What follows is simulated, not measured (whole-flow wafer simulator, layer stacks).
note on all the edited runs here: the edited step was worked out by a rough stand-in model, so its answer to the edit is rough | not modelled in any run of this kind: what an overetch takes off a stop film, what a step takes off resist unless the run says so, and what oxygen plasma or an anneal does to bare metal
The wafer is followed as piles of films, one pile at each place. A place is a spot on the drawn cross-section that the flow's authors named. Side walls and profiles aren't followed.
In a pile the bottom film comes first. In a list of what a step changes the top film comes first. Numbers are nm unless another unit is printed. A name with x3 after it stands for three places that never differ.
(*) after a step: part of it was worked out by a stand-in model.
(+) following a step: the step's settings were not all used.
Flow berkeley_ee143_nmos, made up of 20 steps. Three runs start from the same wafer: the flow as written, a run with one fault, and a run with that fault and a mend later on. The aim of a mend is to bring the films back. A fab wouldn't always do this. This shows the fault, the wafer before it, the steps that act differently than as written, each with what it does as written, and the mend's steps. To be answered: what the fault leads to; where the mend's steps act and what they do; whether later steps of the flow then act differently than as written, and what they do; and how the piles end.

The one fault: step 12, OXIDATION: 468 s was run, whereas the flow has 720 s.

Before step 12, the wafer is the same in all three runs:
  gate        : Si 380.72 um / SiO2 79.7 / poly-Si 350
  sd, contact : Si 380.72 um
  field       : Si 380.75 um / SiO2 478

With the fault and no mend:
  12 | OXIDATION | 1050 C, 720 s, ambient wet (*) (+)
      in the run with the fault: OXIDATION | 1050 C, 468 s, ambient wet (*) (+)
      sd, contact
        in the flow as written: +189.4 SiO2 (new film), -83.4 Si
        in the run with the fault: +138.2 SiO2 (new film), -60.8 Si
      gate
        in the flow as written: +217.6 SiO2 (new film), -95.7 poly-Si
        in the run with the fault: +162.9 SiO2 (new film), -71.7 poly-Si
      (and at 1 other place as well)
  Later steps of the flow acting differently than as written:
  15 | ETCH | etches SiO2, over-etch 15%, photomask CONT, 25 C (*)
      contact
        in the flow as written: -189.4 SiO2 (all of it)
        in the run with the fault: -138.2 SiO2 (all of it)
  At gate, sd, field, the piles at the end differ from the flow's by more than 2% or 0.5 nm, whichever is larger.
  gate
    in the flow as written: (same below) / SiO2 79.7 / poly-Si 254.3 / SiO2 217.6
    in the run with the fault: (same below) / SiO2 79.7 / poly-Si 278.3 / SiO2 162.9
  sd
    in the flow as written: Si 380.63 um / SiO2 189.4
    in the run with the fault: Si 380.66 um / SiO2 138.2
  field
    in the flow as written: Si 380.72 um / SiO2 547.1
    in the run with the fault: Si 380.73 um / SiO2 523.7

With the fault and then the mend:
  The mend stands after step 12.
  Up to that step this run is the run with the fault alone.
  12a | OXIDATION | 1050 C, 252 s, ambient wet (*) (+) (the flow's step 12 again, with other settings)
      sd, contact
        +51.3 SiO2, -22.6 Si
      gate
        +54.7 SiO2, -24.1 poly-Si
      field
        +23.4 SiO2, -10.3 Si
  Later steps of the flow that are run all act as written at every place that is followed.
  The piles end the same as the flow's at every place that both follow.
